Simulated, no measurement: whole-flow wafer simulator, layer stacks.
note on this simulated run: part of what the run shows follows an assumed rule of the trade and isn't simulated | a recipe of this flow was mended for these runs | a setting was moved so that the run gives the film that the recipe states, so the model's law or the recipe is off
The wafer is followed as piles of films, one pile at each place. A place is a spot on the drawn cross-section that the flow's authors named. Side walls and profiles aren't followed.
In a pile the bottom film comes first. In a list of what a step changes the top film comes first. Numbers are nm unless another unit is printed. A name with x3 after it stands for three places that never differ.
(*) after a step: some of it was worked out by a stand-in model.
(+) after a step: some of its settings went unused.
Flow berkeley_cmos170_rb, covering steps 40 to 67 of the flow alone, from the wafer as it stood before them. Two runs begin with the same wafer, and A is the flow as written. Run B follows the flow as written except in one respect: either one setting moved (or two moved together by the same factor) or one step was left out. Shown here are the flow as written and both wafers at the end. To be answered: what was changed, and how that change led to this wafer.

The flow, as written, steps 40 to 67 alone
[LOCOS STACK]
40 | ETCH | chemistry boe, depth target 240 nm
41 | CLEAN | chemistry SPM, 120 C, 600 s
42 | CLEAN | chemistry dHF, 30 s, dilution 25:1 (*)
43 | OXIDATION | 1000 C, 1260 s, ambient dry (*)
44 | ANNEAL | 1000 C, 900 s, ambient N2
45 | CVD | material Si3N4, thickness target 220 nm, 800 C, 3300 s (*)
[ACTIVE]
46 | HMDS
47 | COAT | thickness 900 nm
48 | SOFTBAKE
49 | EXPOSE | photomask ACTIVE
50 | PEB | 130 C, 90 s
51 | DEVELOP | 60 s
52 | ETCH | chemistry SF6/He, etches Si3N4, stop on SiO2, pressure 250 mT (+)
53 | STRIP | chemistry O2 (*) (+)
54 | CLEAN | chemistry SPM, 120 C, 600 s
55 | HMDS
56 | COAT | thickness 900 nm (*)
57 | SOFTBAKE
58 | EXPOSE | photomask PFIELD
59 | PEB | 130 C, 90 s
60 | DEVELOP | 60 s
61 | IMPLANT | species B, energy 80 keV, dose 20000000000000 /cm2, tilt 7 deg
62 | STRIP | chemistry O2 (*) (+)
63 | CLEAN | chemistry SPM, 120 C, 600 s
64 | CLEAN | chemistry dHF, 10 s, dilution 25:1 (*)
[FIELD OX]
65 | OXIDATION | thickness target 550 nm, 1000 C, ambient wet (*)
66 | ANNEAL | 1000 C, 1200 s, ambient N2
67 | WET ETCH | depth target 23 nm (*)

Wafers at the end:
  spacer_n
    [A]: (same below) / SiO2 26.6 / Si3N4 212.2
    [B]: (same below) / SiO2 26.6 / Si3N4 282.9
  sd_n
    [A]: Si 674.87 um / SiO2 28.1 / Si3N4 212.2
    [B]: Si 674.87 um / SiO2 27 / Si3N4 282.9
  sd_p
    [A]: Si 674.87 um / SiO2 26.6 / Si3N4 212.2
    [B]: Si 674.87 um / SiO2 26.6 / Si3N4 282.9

Cause: step 45, CVD: 823 C was run, while the flow as written has 800 C.

Step by step, how the change led to this:
  45 | CVD | material Si3N4, thickness target 220 nm, 800 C, 3300 s (*)
      field, sd_n, spacer_n and 6 more: A +220 Si3N4 (new film) | B +290.7 Si3N4 (new film)
  52 | ETCH | chemistry SF6/He, etches Si3N4, stop on SiO2, pressure 250 mT (+)
      sd_n, spacer_n, gate, sd_p, spacer_p, gate_p, contact, m1: A -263 KrF-resist | B -339.9 KrF-resist
      field: A -220 Si3N4 (all of it), -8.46 SiO2 | B -290.7 Si3N4 (all of it), -8.46 SiO2
  53 | STRIP | chemistry O2 (*) (+)
      sd_n, spacer_n, gate, sd_p, spacer_p, gate_p, contact, m1: A -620 KrF-resist (all of it) | B -543.1 KrF-resist (all of it)
  56 | COAT | thickness 900 nm (*)
      field: A +962.5 KrF-resist (new film) | B +982.5 KrF-resist (new film)
      sd_n: A +782.7 KrF-resist (new film) | B +747 KrF-resist (new film)
      (as well as at 7 more places)
  60 | DEVELOP | 60 s
      field: A -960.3 KrF-resist (all of it) | B -980.3 KrF-resist (all of it)
  62 | STRIP | chemistry O2 (*) (+)
      sd_n: A -766.1 KrF-resist (all of it) | B -730.5 KrF-resist (all of it)
      spacer_n: A -799.5 KrF-resist (all of it) | B -775.3 KrF-resist (all of it)
      (as well as at 6 more places)
  65 | OXIDATION | thickness target 550 nm, 1000 C, ambient wet (*)
      gate: A +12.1 SiO2 (new film), -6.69 Si3N4, +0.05 SiO2, -0.05 Si | B +12.1 SiO2 (new film), -6.69 Si3N4
      sd_p: A +12.1 SiO2 (new film), -6.69 Si3N4, +0.06 SiO2, -0.06 Si | B +12.1 SiO2 (new film), -6.69 Si3N4
      (as well as at 1 more place)
